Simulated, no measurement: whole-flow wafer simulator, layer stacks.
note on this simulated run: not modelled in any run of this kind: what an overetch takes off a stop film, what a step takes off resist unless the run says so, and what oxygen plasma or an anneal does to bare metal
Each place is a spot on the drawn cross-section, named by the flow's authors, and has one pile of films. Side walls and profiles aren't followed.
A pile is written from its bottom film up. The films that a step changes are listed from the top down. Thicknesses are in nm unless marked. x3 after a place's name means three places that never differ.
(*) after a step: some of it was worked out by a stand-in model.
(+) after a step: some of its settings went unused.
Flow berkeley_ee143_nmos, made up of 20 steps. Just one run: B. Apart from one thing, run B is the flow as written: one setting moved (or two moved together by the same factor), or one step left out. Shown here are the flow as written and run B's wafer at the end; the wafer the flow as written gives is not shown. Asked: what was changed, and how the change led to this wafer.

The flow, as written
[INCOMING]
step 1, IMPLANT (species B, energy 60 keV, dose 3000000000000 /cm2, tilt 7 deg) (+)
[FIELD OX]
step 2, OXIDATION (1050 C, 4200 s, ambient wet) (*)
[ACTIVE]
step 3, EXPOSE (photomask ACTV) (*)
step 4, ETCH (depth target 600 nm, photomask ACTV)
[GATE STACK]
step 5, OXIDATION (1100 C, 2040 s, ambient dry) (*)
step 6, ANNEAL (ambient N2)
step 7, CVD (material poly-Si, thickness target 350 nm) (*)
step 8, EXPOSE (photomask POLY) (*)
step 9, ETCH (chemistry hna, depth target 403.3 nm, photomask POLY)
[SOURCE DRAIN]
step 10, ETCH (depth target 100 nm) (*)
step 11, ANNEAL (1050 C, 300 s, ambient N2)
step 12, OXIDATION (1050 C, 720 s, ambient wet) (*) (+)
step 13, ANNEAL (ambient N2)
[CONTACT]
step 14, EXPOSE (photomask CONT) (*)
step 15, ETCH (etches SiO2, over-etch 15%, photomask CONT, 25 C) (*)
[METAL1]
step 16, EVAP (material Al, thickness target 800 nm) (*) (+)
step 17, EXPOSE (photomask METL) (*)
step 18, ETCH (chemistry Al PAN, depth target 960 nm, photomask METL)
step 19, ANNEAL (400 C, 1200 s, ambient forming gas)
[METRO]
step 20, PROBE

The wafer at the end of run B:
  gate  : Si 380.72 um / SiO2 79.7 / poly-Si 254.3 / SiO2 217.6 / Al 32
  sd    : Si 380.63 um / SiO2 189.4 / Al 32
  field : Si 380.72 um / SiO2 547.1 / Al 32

What caused this: step 18, ETCH: depth target 768 nm was run, while the flow as written has depth target 960 nm.

The path from the change to this, step by step:
  step 18, ETCH (chemistry Al PAN, depth target 960 nm, photomask METL)
      gate, sd, field: Al loses 768 (it would be, as written: Al loses 800 (all of it))
With metal films that touch counted as one body, gate has 1 body; the flow as written gives 0 bodies.
With metal films that touch counted as one body, sd has 1 body; the flow as written gives 0 bodies.
With metal films that touch counted as one body, field has 1 body; the flow as written gives 0 bodies.
